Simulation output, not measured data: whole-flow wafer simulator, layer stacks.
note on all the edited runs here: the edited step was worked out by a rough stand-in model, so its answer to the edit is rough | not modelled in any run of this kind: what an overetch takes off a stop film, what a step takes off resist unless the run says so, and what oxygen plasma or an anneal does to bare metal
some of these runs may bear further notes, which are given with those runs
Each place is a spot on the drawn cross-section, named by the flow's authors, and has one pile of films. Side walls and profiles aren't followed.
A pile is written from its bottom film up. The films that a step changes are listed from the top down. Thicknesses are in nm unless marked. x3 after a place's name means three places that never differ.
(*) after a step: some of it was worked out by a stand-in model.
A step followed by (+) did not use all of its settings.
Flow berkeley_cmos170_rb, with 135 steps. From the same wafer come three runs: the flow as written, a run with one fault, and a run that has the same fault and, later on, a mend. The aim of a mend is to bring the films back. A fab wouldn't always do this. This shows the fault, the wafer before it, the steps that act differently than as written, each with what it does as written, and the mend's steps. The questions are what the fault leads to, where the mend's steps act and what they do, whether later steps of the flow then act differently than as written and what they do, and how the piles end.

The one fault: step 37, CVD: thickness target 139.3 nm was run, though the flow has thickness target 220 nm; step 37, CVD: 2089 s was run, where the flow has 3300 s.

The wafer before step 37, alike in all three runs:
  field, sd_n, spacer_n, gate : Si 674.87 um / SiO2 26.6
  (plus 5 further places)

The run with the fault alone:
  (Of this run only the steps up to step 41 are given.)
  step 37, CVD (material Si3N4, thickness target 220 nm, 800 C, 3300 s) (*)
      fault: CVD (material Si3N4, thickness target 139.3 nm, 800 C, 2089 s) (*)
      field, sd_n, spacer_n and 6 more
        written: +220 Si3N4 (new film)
        fault: +139.3 Si3N4 (new film)
  None of the later steps of the flow up to step 41 acts differently than as written at any place that is followed.
  The piles after step 41 differ from the flow's at field, sd_n, spacer_n and 6 more by more than 2% or 0.5 nm, whichever is larger.
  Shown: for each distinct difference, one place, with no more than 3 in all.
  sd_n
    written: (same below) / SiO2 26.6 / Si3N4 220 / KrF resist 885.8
    fault: (same below) / SiO2 26.6 / Si3N4 139.3 / KrF resist 885.8
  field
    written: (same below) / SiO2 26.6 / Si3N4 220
    fault: (same below) / SiO2 26.6 / Si3N4 139.3

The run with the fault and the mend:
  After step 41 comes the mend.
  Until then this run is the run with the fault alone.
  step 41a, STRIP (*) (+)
      sd_n, spacer_n, gate, sd_p, spacer_p, gate_p, contact, m1
        -885.8 KrF resist (all of it)
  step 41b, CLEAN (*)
      alters no film at any place that is followed
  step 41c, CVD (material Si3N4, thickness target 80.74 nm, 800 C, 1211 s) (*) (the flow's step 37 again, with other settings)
      field, sd_n, spacer_n and 6 more
        +80.7 Si3N4
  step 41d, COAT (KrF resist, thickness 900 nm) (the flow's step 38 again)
      field, sd_n, spacer_n and 6 more
        +900 KrF resist (new film)
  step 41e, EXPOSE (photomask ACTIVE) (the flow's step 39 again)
      alters no film at any place that is followed
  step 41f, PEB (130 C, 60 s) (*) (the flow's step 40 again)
      alters no film at any place that is followed
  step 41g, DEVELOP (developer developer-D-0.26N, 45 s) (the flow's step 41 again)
      sd_n, spacer_n, gate, sd_p, spacer_p, gate_p, contact, m1
        -14.2 KrF resist
      field
        -900 KrF resist (all of it)
  None of the later steps of the flow differs from how it acts as written, at any place that is followed, by more than 2% or 0.5 nm, whichever is larger.
  By the end, the piles equal the flow's at every place that both follow.
